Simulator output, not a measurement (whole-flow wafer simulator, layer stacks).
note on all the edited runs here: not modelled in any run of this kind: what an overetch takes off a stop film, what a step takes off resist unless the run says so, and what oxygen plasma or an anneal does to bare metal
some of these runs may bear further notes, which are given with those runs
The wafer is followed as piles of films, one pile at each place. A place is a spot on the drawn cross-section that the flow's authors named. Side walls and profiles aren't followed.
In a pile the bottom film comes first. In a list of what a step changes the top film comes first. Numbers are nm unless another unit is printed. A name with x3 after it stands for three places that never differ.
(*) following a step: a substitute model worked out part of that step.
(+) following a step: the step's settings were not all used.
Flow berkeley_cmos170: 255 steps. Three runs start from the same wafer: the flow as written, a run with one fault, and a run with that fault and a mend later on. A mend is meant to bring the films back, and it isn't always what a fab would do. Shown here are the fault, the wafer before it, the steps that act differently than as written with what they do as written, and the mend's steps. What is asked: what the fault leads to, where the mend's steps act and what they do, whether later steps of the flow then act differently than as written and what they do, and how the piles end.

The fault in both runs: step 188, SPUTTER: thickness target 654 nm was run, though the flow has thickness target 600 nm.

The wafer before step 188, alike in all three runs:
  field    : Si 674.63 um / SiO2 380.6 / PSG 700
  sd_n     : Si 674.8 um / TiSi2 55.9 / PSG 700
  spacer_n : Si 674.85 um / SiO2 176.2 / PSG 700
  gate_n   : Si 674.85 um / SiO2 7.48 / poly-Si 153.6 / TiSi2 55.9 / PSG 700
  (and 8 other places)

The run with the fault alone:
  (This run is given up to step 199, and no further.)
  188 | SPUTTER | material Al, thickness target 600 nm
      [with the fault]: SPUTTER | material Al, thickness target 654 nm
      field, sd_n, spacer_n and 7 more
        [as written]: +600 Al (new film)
        [with the fault]: +654 Al (new film)
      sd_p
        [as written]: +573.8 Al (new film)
        [with the fault]: +627.3 Al (new film)
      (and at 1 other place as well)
  Steps further on in the flow that do not act as written (3 other steps are not shown; they differ only slightly, by no more than 2% or 0.5 nm, whichever is larger):
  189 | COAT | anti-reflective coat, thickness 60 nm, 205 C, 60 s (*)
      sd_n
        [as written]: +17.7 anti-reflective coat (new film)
        [with the fault]: +19.2 anti-reflective coat (new film)
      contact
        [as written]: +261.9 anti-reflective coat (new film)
        [with the fault]: +268.7 anti-reflective coat (new film)
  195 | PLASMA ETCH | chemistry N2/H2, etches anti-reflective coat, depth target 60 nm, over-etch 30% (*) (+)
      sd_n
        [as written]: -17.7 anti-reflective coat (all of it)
        [with the fault]: -19.2 anti-reflective coat (all of it)
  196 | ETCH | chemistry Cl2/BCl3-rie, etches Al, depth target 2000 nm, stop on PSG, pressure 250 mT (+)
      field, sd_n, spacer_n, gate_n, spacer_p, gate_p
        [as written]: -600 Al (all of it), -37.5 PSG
        [with the fault]: -654 Al (all of it), -37.5 PSG
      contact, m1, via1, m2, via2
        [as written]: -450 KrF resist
        [with the fault]: -477 KrF resist
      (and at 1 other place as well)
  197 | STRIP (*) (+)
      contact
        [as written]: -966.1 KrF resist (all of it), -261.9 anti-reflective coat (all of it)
        [with the fault]: -925.1 KrF resist (all of it), -268.7 anti-reflective coat (all of it)
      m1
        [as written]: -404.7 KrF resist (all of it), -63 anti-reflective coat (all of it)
        [with the fault]: -374.3 KrF resist (all of it), -63 anti-reflective coat (all of it)
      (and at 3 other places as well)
  Once step 199 is done, the piles at contact, m1, via1, m2, via2 depart from the flow's by more than 2% or 0.5 nm, whichever is larger.
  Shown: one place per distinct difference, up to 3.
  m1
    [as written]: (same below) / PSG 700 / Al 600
    [with the fault]: (same below) / PSG 700 / Al 654
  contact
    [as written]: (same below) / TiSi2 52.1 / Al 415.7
    [with the fault]: (same below) / TiSi2 52.1 / Al 451.2

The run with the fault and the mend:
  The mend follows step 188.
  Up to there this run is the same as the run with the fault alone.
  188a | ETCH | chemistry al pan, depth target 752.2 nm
      field, sd_n, spacer_n and 7 more
        -654 Al (all of it)
      sd_p
        -627.3 Al (all of it)
      contact
        -451.2 Al (all of it)
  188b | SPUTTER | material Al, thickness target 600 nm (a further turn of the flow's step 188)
      field, sd_n, spacer_n and 7 more
        +600 Al (new film)
      sd_p
        +573.8 Al (new film)
      contact
        +415.7 Al (new film)
  Later steps of the flow that are run all act as written at every place that is followed.
  At every place that both follow, the piles at the end match the flow's.
